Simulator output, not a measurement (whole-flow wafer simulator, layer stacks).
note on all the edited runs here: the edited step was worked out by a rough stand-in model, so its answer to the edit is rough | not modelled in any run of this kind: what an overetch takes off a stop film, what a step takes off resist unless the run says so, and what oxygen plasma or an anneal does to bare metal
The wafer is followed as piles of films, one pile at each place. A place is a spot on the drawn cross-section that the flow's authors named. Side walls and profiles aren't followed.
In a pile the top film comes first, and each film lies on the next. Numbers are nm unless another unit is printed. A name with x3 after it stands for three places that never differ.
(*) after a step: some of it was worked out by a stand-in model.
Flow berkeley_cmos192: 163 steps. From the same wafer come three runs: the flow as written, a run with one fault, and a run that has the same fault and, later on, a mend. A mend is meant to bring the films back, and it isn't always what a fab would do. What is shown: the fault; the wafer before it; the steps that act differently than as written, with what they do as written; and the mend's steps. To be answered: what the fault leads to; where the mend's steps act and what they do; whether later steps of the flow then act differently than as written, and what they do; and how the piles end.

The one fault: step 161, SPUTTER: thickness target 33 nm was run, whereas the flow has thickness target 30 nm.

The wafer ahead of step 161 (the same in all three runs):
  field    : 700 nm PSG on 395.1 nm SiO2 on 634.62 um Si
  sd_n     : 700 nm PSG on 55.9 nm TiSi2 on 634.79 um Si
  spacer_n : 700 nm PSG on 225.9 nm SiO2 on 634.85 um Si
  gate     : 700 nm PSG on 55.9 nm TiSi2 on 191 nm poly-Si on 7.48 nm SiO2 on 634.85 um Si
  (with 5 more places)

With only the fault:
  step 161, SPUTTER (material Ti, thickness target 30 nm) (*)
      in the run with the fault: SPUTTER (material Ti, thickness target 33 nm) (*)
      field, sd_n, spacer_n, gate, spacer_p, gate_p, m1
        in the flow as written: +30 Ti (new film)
        in the run with the fault: +33 Ti (new film)
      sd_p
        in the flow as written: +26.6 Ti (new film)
        in the run with the fault: +29.3 Ti (new film)
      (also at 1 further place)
  None of the later steps of the flow differs from how it acts as written, at any place that is followed, by more than 2% or 0.5 nm, whichever is larger.
  By the end, the piles at field, sd_n, spacer_n and 6 more depart from the flow's by more than 2% or 0.5 nm, whichever is larger.
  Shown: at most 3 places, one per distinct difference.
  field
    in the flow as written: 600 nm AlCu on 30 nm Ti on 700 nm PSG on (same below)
    in the run with the fault: 600 nm AlCu on 33 nm Ti on 700 nm PSG on (same below)
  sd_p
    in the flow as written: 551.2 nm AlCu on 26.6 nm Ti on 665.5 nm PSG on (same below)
    in the run with the fault: 551 nm AlCu on 29.3 nm Ti on 665.5 nm PSG on (same below)
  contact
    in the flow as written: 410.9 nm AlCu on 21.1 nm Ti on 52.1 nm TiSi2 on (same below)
    in the run with the fault: 410.4 nm AlCu on 23.2 nm Ti on 52.1 nm TiSi2 on (same below)

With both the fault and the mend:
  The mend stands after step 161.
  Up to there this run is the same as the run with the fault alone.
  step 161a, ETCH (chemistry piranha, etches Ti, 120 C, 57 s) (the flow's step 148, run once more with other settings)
      field, sd_n, spacer_n, gate, spacer_p, gate_p, m1
        -33 Ti (all of it)
      sd_p
        -29.3 Ti (all of it)
      contact
        -23.2 Ti (all of it), -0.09 TiSi2
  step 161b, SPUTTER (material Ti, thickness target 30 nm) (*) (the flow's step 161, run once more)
      field, sd_n, spacer_n, gate, spacer_p, gate_p, m1
        +30 Ti (new film)
      sd_p
        +26.6 Ti (new film)
      contact
        +21.1 Ti (new film)
  None of the later steps of the flow acts differently than as written at any place that is followed.
  At the end the piles are close to the flow's at the places that both follow, differing by at most 2% or 0.5 nm, whichever is larger.
